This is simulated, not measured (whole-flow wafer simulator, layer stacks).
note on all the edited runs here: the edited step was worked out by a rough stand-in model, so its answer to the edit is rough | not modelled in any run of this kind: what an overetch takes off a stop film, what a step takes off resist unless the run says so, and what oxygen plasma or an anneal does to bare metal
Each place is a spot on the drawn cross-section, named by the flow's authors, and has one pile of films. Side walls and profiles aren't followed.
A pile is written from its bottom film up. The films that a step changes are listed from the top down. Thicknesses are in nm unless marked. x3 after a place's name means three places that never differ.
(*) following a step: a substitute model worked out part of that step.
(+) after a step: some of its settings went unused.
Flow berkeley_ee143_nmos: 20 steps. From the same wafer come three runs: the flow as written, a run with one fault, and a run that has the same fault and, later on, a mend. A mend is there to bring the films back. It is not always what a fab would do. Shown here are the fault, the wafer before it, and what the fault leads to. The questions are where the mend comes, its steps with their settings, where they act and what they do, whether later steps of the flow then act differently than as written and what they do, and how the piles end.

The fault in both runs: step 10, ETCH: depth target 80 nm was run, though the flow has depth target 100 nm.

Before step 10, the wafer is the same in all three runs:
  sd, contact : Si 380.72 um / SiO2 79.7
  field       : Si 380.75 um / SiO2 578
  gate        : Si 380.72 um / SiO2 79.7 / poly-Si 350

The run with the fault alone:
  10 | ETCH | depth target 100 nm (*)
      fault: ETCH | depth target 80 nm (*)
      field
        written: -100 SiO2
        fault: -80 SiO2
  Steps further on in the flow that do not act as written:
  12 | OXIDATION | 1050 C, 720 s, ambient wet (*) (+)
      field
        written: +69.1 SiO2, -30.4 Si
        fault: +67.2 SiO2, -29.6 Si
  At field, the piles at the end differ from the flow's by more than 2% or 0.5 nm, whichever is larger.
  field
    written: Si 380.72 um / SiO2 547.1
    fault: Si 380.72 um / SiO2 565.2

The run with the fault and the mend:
  The mend stands after step 10.
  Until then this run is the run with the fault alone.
  10a | ETCH | depth target 20 nm (*) (the flow's step 10 again, with other settings)
      field
        -20 SiO2
  None of the later steps of the flow acts differently than as written at any place that is followed.
  At every place that both follow, the piles at the end match the flow's.
